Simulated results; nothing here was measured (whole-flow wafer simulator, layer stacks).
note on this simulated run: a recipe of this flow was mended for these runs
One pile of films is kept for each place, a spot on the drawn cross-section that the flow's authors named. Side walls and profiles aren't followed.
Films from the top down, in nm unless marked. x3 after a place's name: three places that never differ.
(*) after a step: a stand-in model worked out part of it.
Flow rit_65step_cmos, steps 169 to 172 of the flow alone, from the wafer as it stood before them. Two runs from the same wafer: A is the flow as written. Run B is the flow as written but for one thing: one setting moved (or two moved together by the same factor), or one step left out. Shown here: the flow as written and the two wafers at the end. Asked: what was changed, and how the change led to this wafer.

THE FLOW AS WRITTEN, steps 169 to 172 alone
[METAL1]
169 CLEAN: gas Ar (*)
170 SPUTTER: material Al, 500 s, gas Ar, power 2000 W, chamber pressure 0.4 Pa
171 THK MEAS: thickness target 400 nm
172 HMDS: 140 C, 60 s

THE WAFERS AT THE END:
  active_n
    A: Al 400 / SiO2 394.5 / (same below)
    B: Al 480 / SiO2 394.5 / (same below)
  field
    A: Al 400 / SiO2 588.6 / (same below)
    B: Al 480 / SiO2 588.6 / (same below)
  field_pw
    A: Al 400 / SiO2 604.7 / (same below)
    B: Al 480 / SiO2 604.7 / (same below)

The cause: step 170, SPUTTER: 600 s was run, where the flow has 500 s.

How the change led to this, step by step:
  170 SPUTTER: material Al, 500 s, gas Ar, power 2000 W, chamber pressure 0.4 Pa
      field, field_pw, field_nw and 10 more: A Al +400 (new film) | B Al +480 (new film)
      contact: A Al +255.4 (new film) | B Al +300.9 (new film)
